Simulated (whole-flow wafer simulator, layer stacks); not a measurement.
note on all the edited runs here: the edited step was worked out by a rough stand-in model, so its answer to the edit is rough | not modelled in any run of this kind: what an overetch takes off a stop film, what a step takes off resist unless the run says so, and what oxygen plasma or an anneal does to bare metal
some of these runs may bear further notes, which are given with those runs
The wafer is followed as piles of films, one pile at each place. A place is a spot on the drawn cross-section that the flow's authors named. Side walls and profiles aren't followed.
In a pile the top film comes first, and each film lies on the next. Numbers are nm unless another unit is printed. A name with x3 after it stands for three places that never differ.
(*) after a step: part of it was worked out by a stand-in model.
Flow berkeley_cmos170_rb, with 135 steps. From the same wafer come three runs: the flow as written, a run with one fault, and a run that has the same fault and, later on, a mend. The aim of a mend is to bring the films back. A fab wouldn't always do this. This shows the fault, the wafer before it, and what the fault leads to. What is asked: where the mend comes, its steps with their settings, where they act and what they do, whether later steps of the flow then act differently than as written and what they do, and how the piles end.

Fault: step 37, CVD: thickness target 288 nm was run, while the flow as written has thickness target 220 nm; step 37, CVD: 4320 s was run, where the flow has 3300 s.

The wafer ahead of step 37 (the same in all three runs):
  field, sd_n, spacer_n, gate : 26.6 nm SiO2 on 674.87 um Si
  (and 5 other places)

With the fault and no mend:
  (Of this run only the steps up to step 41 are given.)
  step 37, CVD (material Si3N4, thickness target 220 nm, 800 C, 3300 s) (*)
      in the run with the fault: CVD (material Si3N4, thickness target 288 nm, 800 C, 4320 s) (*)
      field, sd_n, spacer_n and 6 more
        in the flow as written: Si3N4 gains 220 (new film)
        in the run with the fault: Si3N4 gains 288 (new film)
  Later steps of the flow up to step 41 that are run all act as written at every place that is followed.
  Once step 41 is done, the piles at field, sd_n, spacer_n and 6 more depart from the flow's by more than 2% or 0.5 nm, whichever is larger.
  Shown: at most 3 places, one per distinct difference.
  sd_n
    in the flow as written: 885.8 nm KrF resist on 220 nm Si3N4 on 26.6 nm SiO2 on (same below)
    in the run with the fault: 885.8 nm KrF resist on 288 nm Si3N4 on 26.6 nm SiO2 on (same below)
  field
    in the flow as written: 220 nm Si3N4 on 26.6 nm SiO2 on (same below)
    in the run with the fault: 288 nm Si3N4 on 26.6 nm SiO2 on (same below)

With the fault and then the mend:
  After step 37 comes the mend.
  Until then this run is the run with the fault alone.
  step 37a, ETCH (chemistry h3po4, depth target 68 nm) (a further turn of the flow's step 30, with different settings)
      field, sd_n, spacer_n and 6 more
        Si3N4 loses 68
  Later steps of the flow that are run all act as written at every place that is followed.
  At every place that both follow, the piles at the end match the flow's.
